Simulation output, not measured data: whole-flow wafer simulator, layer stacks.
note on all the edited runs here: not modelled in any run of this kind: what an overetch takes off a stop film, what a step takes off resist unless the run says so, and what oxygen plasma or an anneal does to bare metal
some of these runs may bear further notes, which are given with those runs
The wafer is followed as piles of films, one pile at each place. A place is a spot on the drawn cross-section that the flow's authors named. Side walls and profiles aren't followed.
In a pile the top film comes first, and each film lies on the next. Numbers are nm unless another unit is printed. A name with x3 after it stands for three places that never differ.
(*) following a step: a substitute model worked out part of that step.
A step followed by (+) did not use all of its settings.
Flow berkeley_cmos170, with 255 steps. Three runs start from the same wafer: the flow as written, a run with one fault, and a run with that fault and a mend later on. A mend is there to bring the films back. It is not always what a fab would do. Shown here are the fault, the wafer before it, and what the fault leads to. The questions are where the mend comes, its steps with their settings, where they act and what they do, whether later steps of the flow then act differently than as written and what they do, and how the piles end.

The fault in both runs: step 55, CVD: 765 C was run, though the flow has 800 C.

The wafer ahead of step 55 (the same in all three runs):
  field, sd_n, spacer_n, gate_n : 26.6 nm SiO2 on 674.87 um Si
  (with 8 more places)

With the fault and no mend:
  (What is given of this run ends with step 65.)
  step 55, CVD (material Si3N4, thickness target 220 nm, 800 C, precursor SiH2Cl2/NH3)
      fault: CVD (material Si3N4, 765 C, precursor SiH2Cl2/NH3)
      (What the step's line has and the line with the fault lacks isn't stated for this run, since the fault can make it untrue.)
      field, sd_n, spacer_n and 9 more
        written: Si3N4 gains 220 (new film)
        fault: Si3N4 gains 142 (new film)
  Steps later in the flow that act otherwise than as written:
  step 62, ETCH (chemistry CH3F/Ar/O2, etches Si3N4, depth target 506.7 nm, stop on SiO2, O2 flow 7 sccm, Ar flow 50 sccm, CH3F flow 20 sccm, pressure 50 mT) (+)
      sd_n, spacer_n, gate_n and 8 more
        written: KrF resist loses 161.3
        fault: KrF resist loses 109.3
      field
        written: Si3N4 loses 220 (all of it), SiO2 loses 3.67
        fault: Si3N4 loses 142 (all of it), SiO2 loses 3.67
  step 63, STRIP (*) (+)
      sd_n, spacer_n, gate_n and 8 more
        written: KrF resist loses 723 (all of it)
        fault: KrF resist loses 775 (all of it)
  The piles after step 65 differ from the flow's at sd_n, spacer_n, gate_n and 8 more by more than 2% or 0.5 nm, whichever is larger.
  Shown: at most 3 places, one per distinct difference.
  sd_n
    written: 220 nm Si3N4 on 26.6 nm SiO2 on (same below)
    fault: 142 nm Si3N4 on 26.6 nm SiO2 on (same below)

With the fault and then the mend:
  After step 55 comes the mend.
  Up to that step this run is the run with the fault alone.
  step 55a, CVD (material Si3N4, thickness target 78 nm, 800 C, precursor SiH2Cl2/NH3) (a further turn of the flow's step 55, with different settings)
      field, sd_n, spacer_n and 9 more
        Si3N4 gains 78
  None of the later steps of the flow differs from how it acts as written, at any place that is followed, by more than 2% or 0.5 nm, whichever is larger.
  The piles end the same as the flow's at every place that both follow.
